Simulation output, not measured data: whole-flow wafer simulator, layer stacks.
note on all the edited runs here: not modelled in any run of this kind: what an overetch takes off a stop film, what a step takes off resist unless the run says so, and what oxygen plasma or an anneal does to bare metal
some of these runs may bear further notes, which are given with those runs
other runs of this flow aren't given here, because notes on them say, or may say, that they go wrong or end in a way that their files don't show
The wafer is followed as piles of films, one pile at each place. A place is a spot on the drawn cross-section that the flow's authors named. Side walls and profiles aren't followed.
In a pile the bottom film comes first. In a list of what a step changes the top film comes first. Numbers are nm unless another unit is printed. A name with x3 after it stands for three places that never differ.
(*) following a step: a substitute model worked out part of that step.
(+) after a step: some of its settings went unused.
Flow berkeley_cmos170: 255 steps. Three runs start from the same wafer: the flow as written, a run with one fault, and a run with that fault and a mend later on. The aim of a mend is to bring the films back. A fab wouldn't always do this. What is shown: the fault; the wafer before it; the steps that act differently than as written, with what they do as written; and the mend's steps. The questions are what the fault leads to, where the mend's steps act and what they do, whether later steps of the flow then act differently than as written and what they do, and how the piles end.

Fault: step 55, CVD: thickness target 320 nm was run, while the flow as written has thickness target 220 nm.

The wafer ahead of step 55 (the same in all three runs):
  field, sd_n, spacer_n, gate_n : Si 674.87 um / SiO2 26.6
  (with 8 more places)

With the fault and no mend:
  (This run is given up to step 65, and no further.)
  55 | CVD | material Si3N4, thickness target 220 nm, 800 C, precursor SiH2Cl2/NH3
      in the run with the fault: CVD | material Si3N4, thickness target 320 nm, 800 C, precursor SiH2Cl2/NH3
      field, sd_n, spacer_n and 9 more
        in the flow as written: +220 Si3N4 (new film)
        in the run with the fault: +320 Si3N4 (new film)
  Steps later in the flow that act otherwise than as written:
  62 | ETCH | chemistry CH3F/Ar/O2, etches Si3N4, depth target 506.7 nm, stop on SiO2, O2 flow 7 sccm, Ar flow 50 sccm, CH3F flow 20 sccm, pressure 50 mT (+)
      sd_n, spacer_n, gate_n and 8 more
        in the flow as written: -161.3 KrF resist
        in the run with the fault: -228 KrF resist
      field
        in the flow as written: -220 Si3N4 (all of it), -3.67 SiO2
        in the run with the fault: -320 Si3N4 (all of it), -3.67 SiO2
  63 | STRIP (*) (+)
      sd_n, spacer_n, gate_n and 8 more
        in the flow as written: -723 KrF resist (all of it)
        in the run with the fault: -656.4 KrF resist (all of it)
  The piles after step 65 differ from the flow's at sd_n, spacer_n, gate_n and 8 more by more than 2% or 0.5 nm, whichever is larger.
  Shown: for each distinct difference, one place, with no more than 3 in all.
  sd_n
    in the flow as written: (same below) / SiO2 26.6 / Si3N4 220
    in the run with the fault: (same below) / SiO2 26.6 / Si3N4 320

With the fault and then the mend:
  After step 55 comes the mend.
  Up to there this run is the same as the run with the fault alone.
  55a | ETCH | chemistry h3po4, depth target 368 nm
      field, sd_n, spacer_n and 9 more
        -320 Si3N4 (all of it)
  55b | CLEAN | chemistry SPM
      alters no film at any place that is followed
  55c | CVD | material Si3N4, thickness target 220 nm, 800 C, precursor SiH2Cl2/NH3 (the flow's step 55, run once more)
      field, sd_n, spacer_n and 9 more
        +220 Si3N4 (new film)
  Every later step of the flow that is run acts as written at every place that is followed.
  By the end, the piles equal the flow's at every place that both follow.
